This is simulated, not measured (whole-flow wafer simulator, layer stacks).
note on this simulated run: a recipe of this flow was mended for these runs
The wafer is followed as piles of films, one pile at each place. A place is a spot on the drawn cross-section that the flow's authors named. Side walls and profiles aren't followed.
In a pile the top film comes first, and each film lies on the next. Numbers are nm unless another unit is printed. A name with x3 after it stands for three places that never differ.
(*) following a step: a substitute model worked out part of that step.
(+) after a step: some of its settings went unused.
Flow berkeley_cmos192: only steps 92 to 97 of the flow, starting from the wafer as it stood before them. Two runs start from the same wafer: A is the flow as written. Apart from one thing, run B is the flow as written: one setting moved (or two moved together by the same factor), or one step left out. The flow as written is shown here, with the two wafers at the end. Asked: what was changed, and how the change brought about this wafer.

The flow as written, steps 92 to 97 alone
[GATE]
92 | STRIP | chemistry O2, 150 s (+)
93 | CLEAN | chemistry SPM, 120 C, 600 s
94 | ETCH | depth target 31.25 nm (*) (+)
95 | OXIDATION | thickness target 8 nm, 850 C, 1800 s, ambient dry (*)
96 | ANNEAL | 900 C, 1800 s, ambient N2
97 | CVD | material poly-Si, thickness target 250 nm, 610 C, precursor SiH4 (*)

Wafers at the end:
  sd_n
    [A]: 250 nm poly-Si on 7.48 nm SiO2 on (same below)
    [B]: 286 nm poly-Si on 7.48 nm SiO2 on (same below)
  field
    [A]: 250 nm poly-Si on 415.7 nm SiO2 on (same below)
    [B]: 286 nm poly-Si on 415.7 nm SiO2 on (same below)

What caused this: step 97, CVD: thickness target 286 nm was run, though the flow has thickness target 250 nm.
The wafer itself shows it: sd_n has poly-Si 286, and step 97 as written asks for 250 nm.

Step by step, how the change led to this:
  97 | CVD | material poly-Si, thickness target 250 nm, 610 C, precursor SiH4 (*)
      field, sd_n, spacer_n, gate, sd_p, spacer_p x2, contact, m1: A +250 poly-Si (new film) | B +286 poly-Si (new film)
